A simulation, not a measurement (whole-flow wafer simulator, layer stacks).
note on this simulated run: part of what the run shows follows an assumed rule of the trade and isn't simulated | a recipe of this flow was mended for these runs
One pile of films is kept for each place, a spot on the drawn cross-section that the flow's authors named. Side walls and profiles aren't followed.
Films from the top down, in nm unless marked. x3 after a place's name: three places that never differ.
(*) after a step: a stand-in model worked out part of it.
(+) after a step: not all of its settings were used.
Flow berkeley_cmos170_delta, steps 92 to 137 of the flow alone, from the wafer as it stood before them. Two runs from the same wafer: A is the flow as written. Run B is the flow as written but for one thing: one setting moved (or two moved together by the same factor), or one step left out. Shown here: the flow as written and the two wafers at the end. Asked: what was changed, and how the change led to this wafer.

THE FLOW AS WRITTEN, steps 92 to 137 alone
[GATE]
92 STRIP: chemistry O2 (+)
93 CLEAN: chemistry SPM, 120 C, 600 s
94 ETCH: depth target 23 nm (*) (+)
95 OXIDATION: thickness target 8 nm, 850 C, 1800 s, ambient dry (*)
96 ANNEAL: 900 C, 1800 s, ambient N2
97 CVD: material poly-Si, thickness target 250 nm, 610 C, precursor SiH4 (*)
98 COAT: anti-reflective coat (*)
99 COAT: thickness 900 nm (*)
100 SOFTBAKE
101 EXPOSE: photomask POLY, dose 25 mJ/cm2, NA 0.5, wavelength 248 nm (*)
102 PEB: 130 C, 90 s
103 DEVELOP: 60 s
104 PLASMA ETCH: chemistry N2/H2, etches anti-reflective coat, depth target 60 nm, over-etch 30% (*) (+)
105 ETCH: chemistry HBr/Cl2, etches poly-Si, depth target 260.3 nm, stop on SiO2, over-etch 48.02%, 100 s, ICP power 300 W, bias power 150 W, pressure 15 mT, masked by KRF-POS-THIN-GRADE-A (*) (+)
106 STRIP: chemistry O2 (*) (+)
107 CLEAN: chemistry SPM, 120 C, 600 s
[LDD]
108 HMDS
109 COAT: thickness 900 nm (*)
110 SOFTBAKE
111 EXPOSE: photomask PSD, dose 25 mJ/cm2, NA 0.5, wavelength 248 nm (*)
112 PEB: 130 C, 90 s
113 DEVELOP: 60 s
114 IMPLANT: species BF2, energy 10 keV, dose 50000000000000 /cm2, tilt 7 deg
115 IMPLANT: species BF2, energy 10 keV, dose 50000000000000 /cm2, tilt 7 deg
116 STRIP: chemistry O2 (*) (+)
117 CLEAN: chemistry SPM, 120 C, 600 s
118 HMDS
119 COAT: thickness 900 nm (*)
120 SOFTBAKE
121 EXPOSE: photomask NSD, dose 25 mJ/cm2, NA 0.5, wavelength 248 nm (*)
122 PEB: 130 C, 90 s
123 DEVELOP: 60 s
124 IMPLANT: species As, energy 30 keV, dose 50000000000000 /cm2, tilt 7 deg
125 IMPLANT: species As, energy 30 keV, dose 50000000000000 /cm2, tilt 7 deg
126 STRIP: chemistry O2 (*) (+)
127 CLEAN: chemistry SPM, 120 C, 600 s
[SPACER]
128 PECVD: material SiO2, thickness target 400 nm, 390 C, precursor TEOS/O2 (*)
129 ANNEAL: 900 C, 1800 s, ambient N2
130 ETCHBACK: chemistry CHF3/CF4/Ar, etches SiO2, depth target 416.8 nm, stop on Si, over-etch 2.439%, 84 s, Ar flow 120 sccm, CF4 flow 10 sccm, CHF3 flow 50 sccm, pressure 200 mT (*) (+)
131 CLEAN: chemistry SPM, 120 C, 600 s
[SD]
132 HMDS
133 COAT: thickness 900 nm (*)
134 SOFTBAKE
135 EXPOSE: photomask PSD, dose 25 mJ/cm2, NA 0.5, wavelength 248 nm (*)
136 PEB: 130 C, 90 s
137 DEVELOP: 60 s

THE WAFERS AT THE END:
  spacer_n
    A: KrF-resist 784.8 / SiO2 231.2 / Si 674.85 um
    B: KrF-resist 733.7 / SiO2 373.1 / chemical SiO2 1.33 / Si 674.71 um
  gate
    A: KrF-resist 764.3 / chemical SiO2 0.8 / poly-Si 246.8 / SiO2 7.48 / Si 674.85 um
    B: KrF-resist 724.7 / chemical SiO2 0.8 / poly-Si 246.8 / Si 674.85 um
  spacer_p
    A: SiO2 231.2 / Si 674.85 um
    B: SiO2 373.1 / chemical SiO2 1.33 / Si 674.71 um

The cause: step 95, OXIDATION: thickness target 8 nm, 850 C, 1800 s, ambient dry (*), was left out.

How the change led to this, step by step:
  98 COAT: anti-reflective coat (*)
      spacer_n: A anti-reflective coat +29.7 (new film) | B anti-reflective coat +28.9 (new film)
      gate: A anti-reflective coat +25.2 (new film) | B anti-reflective coat +24.4 (new film)
  104 PLASMA ETCH: chemistry N2/H2, etches anti-reflective coat, depth target 60 nm, over-etch 30% (*) (+)
      spacer_n: A anti-reflective coat -29.7 (all of it), poly-Si -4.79 | B anti-reflective coat -28.9 (all of it), poly-Si -4.91
  105 ETCH: chemistry HBr/Cl2, etches poly-Si, depth target 260.3 nm, stop on SiO2, over-etch 48.02%, 100 s, ICP power 300 W, bias power 150 W, pressure 15 mT, masked by KRF-POS-THIN-GRADE-A (*) (+)
      sd_n: A poly-Si -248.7 (all of it), SiO2 -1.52 | B poly-Si -248.7 (all of it), Si -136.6
      spacer_n: A poly-Si -245.2 (all of it), SiO2 -1.79 | B poly-Si -245.1 (all of it), Si -140.2
      (and at 4 more places)
  106 STRIP: chemistry O2 (*) (+)
      sd_n, spacer_n, sd_p, spacer_p, contact, m1: A nothing | B chemical SiO2 +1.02 (new film), Si -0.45
      gate: A chemical SiO2 +0.77 (new film), KrF-resist -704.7 (all of it), anti-reflective coat -25.2 (all of it), poly-Si -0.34 | B chemical SiO2 +0.77 (new film), KrF-resist -708 (all of it), anti-reflective coat -24.4 (all of it), poly-Si -0.34
  109 COAT: thickness 900 nm (*)
      field: A KrF-resist +845.9 (new film) | B KrF-resist +810.8 (new film)
      sd_n: A KrF-resist +1014.6 (new film) | B KrF-resist +1086.6 (new film)
      (and at 7 more places)
  113 DEVELOP: 60 s
      sd_p: A KrF-resist -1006 (all of it) | B KrF-resist -1073.2 (all of it)
      spacer_p: A KrF-resist -1002.9 (all of it) | B KrF-resist -1067.7 (all of it)
      (and at 1 more place)
  116 STRIP: chemistry O2 (*) (+)
      sd_n: A KrF-resist -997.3 (all of it) | B KrF-resist -1069.2 (all of it), chemical SiO2 +0.1
      spacer_n: A KrF-resist -991.4 (all of it) | B KrF-resist -1058.6 (all of it), chemical SiO2 +0.1
      (and at 4 more places)
  119 COAT: thickness 900 nm (*)
      field: A KrF-resist +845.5 (new film) | B KrF-resist +811.2 (new film)
      sd_n: A KrF-resist +1014.5 (new film) | B KrF-resist +1086.6 (new film)
      (and at 7 more places)
  123 DEVELOP: 60 s
      sd_n: A KrF-resist -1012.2 (all of it) | B KrF-resist -1084.1 (all of it)
      spacer_n: A KrF-resist -1005.8 (all of it) | B KrF-resist -1073.2 (all of it)
      (and at 3 more places)
  126 STRIP: chemistry O2 (*) (+)
      sd_p: A KrF-resist -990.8 (all of it) | B KrF-resist -1058 (all of it), chemical SiO2 +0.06
      spacer_p: A KrF-resist -987.4 (all of it) | B KrF-resist -1052.4 (all of it), chemical SiO2 +0.06
      (and at 2 more places)
  128 PECVD: material SiO2, thickness target 400 nm, 390 C, precursor TEOS/O2 (*)
      sd_n, contact, m1: A SiO2 +400 | B SiO2 +400 (new film)
      spacer_n, spacer_p: A SiO2 +383.7 | B SiO2 +373.1 (new film)
      (and at 1 more place)
  130 ETCHBACK: chemistry CHF3/CF4/Ar, etches SiO2, depth target 416.8 nm, stop on Si, over-etch 2.439%, 84 s, Ar flow 120 sccm, CF4 flow 10 sccm, CHF3 flow 50 sccm, pressure 200 mT (*) (+)
      spacer_n, spacer_p: A SiO2 -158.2 | B nothing
      sd_n: A SiO2 -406 (all of it), Si -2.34 | B SiO2 -400 (all of it), chemical SiO2 -1.33 (all of it), Si -2.34
      (and at 3 more places)
  133 COAT: thickness 900 nm (*)
      field: A KrF-resist +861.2 (new film) | B KrF-resist +838.4 (new film)
      sd_n: A KrF-resist +1013.7 (new film) | B KrF-resist +1094.6 (new film)
      (and at 7 more places)
  137 DEVELOP: 60 s
      sd_p: A KrF-resist -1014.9 (all of it) | B KrF-resist -1092.1 (all of it)
      spacer_p: A KrF-resist -792.3 (all of it) | B KrF-resist -732.2 (all of it)
      (and at 1 more place)
